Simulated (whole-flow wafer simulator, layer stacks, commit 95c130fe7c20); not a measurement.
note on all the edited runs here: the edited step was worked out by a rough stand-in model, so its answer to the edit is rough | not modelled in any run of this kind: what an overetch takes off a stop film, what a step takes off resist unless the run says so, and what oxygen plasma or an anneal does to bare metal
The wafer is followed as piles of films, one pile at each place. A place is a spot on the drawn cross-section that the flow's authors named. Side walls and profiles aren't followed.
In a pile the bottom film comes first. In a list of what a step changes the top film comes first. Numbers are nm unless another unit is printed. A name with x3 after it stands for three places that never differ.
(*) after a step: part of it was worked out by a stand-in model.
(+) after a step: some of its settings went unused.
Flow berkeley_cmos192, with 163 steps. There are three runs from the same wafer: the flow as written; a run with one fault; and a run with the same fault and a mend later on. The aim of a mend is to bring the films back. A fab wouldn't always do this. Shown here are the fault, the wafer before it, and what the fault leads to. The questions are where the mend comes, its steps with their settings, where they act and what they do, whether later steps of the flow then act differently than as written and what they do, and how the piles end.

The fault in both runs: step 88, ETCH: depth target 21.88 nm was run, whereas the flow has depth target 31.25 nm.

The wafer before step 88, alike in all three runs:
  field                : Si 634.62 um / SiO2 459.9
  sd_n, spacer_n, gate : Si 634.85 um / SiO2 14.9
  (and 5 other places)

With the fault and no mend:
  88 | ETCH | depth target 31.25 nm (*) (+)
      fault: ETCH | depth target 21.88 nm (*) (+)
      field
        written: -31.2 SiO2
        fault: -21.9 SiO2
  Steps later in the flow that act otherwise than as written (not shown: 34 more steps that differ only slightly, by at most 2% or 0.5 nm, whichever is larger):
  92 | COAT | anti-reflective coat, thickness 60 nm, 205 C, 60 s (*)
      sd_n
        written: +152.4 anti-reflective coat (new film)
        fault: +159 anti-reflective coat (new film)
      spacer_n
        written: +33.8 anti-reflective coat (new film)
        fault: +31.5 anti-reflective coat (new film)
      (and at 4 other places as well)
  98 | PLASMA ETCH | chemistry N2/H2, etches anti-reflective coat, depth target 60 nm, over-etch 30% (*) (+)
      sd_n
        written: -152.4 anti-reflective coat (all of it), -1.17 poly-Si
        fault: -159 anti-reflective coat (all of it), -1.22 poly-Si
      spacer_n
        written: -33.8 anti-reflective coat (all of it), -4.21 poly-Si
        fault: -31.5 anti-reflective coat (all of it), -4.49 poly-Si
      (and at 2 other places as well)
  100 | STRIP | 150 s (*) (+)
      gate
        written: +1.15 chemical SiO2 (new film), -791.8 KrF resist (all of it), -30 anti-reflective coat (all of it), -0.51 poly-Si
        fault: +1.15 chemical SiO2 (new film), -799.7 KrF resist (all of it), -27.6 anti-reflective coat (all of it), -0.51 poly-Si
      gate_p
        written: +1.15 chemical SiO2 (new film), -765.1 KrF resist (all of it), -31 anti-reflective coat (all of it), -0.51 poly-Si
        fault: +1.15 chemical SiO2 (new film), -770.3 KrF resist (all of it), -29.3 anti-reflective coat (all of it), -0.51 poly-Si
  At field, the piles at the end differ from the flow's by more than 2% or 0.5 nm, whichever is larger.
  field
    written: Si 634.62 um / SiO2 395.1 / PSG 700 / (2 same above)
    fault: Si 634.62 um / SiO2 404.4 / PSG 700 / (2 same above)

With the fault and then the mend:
  After step 88 comes the mend.
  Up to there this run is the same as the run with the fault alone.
  88a | ETCH | depth target 9.37 nm (*) (+) (the flow's step 88 again, with other settings)
      field
        -9.37 SiO2
  Every later step of the flow that is run acts as written at every place that is followed.
  By the end, the piles equal the flow's at every place that both follow.
